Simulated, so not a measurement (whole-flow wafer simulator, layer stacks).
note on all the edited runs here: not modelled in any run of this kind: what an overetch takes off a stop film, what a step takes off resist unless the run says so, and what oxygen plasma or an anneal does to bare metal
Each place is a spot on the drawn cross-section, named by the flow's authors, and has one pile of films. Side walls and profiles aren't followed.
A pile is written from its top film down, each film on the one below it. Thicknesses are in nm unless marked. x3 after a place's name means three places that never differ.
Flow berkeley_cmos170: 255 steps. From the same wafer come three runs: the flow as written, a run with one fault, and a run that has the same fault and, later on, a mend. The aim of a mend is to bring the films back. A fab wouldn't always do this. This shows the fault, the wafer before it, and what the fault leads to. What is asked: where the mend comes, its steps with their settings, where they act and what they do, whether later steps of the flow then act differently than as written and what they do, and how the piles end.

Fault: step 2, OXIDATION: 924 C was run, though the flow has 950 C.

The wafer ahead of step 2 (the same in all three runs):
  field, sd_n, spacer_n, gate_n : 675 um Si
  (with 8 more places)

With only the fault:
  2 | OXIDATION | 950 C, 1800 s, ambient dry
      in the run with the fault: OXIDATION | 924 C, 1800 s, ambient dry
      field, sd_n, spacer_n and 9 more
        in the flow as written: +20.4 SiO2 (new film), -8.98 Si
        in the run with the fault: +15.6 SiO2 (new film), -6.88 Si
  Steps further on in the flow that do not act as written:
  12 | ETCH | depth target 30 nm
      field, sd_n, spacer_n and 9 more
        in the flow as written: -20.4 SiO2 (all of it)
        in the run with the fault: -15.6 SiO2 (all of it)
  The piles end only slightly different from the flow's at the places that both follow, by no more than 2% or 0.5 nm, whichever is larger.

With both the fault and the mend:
  After step 3 comes the mend.
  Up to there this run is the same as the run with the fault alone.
  3a | OXIDATION | 950 C, 572 s, ambient dry (the flow's step 2 again, with other settings)
      field, sd_n, spacer_n and 9 more
        +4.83 SiO2, -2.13 Si
  None of the later steps of the flow differs from how it acts as written, at any place that is followed, by more than 2% or 0.5 nm, whichever is larger.
  At every place that both follow, the piles at the end match the flow's.
